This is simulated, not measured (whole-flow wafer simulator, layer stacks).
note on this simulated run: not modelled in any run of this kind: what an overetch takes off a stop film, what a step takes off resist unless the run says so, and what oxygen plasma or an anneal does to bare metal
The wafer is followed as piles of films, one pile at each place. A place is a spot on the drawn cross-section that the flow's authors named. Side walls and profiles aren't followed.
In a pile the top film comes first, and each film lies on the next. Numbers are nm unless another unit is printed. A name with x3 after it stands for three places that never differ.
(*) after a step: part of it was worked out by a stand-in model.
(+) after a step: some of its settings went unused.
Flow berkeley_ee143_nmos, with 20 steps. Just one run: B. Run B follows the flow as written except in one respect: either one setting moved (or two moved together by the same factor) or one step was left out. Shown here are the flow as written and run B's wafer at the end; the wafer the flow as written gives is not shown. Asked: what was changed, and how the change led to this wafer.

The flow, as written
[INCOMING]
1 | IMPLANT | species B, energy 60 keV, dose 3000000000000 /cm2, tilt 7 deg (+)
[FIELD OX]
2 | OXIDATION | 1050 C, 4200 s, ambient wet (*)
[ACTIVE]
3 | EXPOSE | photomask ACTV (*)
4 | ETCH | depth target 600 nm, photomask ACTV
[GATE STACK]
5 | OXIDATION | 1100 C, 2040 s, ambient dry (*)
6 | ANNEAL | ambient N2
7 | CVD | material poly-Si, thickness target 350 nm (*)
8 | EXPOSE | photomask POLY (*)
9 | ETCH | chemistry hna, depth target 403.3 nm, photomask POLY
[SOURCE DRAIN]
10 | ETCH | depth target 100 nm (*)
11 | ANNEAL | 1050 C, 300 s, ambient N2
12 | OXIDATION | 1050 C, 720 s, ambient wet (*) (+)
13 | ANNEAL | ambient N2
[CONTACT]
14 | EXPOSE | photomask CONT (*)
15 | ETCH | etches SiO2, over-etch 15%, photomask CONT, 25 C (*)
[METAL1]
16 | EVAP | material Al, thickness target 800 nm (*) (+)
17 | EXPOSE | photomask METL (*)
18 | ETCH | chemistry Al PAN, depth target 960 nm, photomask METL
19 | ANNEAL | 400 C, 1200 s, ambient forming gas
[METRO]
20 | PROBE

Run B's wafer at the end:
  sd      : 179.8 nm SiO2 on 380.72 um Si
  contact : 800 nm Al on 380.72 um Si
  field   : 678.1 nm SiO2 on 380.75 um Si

The reason: step 9, ETCH: depth target 305.9 nm was run, whereas the flow has depth target 403.3 nm.

Step by step, how the change led to this:
  9 | ETCH | chemistry hna, depth target 403.3 nm, photomask POLY
      sd, contact, field: poly-Si loses 305.9 (it would be, as written: poly-Si loses 350 (all of it))
  10 | ETCH | depth target 100 nm (*)
      sd, contact: nothing (it would be, as written: SiO2 loses 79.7 (all of it))
      field: nothing (it would be, as written: SiO2 loses 100)
  12 | OXIDATION | 1050 C, 720 s, ambient wet (*) (+)
      sd, contact: poly-Si loses 44.1 (all of it), SiO2 gains 100.1 (it would be, as written: SiO2 gains 189.4 (new film), Si loses 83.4)
      field: poly-Si loses 44.1 (all of it), SiO2 gains 100.1 (it would be, as written: SiO2 gains 69.1, Si loses 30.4)
  15 | ETCH | etches SiO2, over-etch 15%, photomask CONT, 25 C (*)
      contact: SiO2 loses 179.8 (all of it) (it would be, as written: SiO2 loses 189.4 (all of it))
